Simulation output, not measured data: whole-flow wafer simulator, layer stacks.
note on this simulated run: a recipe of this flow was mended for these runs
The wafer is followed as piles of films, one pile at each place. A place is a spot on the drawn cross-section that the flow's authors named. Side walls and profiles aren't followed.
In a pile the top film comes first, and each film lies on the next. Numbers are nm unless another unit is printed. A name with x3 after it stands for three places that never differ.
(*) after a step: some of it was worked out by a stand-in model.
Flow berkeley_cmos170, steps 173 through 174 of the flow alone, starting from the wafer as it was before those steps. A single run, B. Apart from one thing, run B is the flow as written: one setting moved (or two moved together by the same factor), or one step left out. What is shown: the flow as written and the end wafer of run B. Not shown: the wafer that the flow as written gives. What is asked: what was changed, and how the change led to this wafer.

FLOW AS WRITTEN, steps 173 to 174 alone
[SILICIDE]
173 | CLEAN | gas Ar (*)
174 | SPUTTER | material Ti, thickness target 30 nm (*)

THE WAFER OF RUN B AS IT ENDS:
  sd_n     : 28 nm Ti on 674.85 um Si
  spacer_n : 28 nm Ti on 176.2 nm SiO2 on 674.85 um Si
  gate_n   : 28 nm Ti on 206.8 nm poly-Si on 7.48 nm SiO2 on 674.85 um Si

What caused this: step 174, SPUTTER: thickness target 28 nm was run, while the flow as written has thickness target 30 nm.
One can read it off the wafer: sd_n has Ti 28, and step 174 as written asks for 30 nm.

Step by step, how the change led to this:
  174 | SPUTTER | material Ti, thickness target 30 nm (*)
      field, mark, sd_n and 10 more: Ti gains 28 (new film) (as written it would have been: Ti gains 30 (new film))
